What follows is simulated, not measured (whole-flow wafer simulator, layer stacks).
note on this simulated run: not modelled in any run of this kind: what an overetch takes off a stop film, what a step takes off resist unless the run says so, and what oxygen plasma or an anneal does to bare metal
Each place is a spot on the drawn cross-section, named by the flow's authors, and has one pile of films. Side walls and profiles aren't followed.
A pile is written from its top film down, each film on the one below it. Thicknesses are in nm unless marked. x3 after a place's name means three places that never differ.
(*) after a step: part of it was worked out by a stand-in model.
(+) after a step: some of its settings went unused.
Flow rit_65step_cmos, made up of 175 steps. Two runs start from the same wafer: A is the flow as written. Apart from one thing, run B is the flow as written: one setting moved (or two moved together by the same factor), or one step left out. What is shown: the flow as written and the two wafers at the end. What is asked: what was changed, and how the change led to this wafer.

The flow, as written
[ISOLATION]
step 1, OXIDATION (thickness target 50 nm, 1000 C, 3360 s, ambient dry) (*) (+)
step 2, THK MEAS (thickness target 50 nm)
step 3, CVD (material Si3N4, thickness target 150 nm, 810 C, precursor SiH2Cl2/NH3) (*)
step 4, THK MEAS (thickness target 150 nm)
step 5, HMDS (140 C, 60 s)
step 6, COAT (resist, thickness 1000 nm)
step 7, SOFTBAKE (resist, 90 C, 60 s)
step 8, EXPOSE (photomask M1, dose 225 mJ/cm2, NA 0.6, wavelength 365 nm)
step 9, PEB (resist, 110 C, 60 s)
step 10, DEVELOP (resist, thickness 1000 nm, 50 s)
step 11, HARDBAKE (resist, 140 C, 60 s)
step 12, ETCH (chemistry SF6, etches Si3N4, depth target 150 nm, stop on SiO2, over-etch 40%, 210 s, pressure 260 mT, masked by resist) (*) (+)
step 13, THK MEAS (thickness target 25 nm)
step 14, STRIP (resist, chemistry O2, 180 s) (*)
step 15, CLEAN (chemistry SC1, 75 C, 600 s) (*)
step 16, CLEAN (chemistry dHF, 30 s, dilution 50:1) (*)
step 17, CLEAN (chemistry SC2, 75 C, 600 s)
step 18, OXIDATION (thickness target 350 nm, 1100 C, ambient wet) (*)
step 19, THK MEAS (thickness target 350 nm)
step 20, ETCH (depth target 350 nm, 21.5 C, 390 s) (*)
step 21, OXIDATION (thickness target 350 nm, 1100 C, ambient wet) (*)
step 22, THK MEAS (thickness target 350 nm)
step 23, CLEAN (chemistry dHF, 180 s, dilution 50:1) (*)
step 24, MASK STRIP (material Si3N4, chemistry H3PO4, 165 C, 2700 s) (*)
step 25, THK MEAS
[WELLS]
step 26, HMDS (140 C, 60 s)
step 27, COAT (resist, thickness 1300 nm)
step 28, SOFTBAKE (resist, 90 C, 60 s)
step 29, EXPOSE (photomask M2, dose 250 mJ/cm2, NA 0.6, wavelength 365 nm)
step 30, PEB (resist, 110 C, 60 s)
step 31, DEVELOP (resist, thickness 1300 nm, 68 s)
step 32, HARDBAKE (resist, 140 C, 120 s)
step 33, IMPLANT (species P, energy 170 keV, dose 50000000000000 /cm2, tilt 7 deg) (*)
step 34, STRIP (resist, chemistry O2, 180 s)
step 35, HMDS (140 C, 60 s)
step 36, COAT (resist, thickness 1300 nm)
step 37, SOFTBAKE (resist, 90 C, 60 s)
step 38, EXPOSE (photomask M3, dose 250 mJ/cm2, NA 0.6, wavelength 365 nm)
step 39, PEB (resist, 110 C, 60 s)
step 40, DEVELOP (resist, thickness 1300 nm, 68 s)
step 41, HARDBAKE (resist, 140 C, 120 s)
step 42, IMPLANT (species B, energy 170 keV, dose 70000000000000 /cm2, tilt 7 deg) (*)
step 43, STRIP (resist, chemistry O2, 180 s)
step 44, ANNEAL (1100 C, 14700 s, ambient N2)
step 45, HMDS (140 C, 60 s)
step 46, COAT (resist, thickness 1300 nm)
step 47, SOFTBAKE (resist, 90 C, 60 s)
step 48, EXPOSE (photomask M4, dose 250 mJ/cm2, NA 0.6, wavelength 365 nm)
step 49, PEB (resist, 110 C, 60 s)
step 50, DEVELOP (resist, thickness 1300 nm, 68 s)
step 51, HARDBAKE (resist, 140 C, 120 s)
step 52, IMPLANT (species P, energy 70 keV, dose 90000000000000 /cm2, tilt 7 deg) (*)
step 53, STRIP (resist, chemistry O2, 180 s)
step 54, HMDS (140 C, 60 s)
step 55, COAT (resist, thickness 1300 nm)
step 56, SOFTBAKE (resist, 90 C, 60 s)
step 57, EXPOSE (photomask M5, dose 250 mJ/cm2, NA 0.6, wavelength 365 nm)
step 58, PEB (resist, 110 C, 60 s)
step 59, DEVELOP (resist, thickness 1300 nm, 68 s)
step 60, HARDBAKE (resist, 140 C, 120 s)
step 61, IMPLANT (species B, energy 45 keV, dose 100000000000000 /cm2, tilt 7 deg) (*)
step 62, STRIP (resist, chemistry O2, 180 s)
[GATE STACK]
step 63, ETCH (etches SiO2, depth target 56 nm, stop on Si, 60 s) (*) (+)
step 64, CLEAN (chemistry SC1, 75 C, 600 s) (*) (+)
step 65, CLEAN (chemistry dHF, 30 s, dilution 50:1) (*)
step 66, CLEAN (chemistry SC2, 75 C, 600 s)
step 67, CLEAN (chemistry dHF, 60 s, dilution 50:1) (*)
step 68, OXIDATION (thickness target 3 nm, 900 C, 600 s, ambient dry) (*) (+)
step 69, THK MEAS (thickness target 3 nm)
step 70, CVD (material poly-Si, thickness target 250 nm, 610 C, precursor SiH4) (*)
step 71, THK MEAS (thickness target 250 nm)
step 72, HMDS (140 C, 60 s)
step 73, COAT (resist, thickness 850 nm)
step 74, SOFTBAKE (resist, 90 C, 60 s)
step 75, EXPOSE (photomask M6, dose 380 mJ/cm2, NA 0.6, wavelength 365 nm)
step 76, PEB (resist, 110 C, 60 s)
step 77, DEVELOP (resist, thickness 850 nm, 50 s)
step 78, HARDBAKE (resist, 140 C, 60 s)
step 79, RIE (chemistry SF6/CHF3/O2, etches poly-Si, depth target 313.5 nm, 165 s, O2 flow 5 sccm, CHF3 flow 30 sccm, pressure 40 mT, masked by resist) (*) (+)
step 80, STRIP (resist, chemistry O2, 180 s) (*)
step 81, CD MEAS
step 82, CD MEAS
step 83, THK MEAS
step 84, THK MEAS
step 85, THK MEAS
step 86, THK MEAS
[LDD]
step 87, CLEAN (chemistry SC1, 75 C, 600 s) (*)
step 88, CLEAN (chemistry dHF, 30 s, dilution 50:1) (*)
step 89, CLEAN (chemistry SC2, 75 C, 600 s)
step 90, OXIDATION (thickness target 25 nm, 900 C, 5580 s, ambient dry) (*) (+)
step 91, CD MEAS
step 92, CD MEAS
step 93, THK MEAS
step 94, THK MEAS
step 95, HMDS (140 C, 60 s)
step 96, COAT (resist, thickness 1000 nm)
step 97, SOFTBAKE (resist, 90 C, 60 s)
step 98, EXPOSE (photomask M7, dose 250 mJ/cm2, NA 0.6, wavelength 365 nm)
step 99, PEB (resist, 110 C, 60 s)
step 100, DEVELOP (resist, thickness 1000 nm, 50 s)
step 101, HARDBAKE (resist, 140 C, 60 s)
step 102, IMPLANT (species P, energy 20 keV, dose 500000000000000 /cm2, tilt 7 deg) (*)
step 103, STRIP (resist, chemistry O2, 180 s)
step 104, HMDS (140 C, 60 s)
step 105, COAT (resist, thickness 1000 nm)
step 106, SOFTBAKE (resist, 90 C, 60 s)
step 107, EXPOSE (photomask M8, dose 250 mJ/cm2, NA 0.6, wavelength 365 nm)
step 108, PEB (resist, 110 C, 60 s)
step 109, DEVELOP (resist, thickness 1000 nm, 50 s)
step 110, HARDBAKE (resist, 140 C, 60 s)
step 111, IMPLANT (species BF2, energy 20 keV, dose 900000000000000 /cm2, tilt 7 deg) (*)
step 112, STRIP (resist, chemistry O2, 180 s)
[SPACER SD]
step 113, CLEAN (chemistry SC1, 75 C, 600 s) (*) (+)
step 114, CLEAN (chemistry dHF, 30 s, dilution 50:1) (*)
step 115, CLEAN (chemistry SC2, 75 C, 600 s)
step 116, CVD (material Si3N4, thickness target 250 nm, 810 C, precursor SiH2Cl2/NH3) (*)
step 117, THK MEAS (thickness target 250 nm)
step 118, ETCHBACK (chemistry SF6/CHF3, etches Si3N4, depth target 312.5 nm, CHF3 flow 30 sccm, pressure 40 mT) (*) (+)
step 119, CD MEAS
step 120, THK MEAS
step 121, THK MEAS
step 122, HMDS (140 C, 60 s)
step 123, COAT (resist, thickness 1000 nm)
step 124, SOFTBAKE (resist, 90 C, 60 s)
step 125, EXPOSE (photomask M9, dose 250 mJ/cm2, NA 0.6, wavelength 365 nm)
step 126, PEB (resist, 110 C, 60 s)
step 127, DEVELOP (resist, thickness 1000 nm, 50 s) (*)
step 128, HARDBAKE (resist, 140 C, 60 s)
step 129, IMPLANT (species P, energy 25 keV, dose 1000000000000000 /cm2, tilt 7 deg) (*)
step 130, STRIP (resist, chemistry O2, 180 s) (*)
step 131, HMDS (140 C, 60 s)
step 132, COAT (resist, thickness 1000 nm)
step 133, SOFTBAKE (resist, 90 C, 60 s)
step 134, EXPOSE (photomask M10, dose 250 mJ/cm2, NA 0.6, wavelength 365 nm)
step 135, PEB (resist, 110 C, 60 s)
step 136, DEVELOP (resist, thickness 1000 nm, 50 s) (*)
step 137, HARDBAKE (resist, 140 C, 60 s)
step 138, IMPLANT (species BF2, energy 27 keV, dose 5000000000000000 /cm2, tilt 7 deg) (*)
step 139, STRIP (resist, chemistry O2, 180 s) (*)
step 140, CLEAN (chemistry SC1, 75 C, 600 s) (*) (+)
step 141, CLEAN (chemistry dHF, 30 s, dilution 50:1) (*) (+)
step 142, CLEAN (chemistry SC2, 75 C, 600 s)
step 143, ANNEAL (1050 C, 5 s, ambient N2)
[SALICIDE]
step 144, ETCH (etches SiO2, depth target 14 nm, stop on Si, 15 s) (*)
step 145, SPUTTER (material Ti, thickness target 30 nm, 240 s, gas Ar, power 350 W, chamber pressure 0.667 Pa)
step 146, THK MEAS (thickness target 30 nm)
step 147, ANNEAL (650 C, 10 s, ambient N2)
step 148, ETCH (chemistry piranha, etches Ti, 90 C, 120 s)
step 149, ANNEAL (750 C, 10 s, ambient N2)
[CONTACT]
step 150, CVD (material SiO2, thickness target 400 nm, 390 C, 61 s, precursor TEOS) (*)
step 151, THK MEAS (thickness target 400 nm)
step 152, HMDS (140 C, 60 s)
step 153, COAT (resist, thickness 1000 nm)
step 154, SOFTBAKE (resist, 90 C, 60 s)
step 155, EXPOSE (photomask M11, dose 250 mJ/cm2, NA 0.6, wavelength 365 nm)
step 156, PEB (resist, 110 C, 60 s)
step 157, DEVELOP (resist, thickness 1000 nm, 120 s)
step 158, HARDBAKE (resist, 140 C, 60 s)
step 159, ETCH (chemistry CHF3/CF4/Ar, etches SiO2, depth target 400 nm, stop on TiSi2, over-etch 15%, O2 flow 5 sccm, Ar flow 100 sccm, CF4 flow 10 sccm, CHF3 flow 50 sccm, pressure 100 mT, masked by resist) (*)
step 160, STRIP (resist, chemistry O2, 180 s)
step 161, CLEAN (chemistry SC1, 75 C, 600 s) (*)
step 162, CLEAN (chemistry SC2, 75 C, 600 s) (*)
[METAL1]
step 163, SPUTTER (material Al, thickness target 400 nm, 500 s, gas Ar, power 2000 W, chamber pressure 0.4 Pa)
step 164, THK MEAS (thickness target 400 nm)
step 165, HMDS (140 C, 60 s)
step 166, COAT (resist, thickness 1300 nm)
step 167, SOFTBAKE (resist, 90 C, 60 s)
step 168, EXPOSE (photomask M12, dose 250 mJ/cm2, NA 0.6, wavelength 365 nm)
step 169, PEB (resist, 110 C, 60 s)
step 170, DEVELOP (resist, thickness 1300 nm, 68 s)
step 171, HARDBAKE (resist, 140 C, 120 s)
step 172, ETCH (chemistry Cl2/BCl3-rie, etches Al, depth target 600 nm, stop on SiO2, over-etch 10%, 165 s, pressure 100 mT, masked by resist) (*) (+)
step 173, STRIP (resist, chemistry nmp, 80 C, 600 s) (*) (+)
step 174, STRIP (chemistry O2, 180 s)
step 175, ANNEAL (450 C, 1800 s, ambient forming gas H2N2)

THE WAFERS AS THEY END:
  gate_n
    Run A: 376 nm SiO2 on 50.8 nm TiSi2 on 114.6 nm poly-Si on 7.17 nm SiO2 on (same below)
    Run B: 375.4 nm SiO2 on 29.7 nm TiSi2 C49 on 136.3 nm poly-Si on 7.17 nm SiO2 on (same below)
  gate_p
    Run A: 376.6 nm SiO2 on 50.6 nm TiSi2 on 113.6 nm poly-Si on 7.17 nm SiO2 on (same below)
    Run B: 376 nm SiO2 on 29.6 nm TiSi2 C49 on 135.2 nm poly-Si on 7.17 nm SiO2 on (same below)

What caused this: step 145, SPUTTER: 132 s was run, though the flow has 240 s.

How this came from the change, step by step:
  step 145, SPUTTER (material Ti, thickness target 30 nm, 240 s, gas Ar, power 350 W, chamber pressure 0.667 Pa)
      field, field_pw, field_nw, field_p, spacer, spacer_p: A +30 Ti (new film) | B +16.5 Ti (new film)
      gate_n: A +27.3 Ti (new film) | B +15 Ti (new film)
      (also at 1 further place)
  step 147, ANNEAL (650 C, 10 s, ambient N2)
      gate_n: A -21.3 Ti, +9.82 TiSi first (new film), +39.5 TiSi2 C49 (new film), -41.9 poly-Si | B -11.7 Ti, +29.8 TiSi2 C49 (new film), -26.7 poly-Si
      gate_p: A -21.2 Ti, +9.56 TiSi first (new film), +39.6 TiSi2 C49 (new film), -41.9 poly-Si | B -11.7 Ti, +29.7 TiSi2 C49 (new film), -26.6 poly-Si
  step 148, ETCH (chemistry piranha, etches Ti, 90 C, 120 s)
      gate_n: A -6 Ti (all of it), -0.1 TiSi first | B -3.31 Ti (all of it), -0.11 TiSi2 C49
      gate_p: A -5.97 Ti (all of it), -0.1 TiSi first | B -3.3 Ti (all of it), -0.11 TiSi2 C49
      (also at 6 further places)
  step 149, ANNEAL (750 C, 10 s, ambient N2)
      gate_n: A +50.8 TiSi2 (new film), -9.72 TiSi first (all of it), -39.5 TiSi2 C49 (all of it), -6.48 poly-Si | B nothing
      gate_p: A +50.6 TiSi2 (new film), -9.46 TiSi first (all of it), -39.6 TiSi2 C49 (all of it), -6.31 poly-Si | B nothing
